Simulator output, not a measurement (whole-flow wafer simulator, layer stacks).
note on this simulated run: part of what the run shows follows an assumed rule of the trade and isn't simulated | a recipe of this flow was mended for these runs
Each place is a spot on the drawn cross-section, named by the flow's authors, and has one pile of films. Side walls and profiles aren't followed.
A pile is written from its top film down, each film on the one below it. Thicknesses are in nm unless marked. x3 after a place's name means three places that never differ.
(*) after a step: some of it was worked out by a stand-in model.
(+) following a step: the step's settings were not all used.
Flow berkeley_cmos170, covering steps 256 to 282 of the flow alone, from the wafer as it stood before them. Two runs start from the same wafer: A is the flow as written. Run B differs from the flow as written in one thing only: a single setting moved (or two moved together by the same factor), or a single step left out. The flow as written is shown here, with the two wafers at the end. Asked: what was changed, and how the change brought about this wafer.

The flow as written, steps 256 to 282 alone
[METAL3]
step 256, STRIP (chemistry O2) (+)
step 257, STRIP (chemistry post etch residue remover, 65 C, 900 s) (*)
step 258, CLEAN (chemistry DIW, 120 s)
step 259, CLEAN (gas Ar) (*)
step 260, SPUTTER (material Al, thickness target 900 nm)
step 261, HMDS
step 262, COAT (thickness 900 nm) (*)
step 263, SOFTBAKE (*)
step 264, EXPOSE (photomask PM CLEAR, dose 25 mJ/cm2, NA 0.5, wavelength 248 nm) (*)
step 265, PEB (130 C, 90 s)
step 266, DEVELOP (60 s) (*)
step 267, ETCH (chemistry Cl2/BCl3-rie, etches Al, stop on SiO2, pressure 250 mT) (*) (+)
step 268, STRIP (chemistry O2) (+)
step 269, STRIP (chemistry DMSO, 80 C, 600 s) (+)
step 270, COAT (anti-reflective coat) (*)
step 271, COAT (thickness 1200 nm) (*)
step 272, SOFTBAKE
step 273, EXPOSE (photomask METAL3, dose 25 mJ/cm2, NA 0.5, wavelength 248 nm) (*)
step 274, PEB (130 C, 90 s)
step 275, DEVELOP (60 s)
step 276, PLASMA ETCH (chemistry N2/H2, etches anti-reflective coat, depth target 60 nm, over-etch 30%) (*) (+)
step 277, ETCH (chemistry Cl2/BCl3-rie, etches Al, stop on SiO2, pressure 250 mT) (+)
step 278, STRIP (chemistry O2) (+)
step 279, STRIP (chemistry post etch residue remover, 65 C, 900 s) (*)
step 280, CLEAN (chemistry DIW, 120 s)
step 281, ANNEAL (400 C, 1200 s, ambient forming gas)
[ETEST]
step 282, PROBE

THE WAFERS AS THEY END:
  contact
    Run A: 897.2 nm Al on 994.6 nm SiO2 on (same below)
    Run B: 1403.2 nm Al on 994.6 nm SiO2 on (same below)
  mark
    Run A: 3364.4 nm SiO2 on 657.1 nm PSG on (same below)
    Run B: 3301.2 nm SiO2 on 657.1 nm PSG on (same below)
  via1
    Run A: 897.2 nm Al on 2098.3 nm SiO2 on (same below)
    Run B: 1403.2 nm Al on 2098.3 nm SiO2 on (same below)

Cause: step 260, SPUTTER: thickness target 1406 nm was run, whereas the flow has thickness target 900 nm.

The path from the change to this, step by step:
  step 260, SPUTTER (material Al, thickness target 900 nm)
      field, mark, sd_n and 9 more: A +900 Al (new film) | B +1406 Al (new film)
      via2: A +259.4 Al | B +309.7 Al
  step 262, COAT (thickness 900 nm) (*)
      via2: A +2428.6 KrF-resist (new film) | B +2862.6 KrF-resist (new film)
  step 265, PEB (130 C, 90 s)
      via2: A -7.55 KrF-resist | B -10.7 KrF-resist
  step 267, ETCH (chemistry Cl2/BCl3-rie, etches Al, stop on SiO2, pressure 250 mT) (*) (+)
      field, sd_n, spacer_n and 9 more: A -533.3 KrF-resist | B -786.3 KrF-resist
      mark: A -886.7 Al (all of it), -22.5 SiO2 | B -1392.7 Al (all of it), -22.5 SiO2
  step 268, STRIP (chemistry O2) (+)
      field, spacer_n, gate_n: A -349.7 KrF-resist (all of it) | B -96.7 KrF-resist (all of it)
      spacer_p, gate_p: A -349.6 KrF-resist (all of it) | B -96.5 KrF-resist (all of it)
      (also at 7 further places)
  step 270, COAT (anti-reflective coat) (*)
      via2: A +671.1 anti-reflective coat (new film) | B +884.4 anti-reflective coat (new film)
  step 271, COAT (thickness 1200 nm) (*)
      m1: A +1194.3 KrF-resist (new film) | B +1167 KrF-resist (new film)
      m2: A +1207.4 KrF-resist (new film) | B +1168.7 KrF-resist (new film)
      (also at 1 further place)
  step 274, PEB (130 C, 90 s)
      via2: A -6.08 KrF-resist | B -7.34 KrF-resist
  step 277, ETCH (chemistry Cl2/BCl3-rie, etches Al, stop on SiO2, pressure 250 mT) (+)
      field, sd_n, spacer_n, gate_n, sd_p, spacer_p, gate_p: A -900 Al (all of it), -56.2 SiO2 | B -1406 Al (all of it), -56.2 SiO2
      contact, m1, via1, m2, via2: A -675 KrF-resist | B -928 KrF-resist
      (also at 1 further place)
  step 278, STRIP (chemistry O2) (+)
      contact: A -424 KrF-resist (all of it), -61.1 anti-reflective coat (all of it) | B -169.6 KrF-resist (all of it), -60.9 anti-reflective coat (all of it)
      m1: A -423.6 KrF-resist (all of it), -40.9 anti-reflective coat (all of it) | B -143.3 KrF-resist (all of it), -41.1 anti-reflective coat (all of it)
      (also at 3 further places)
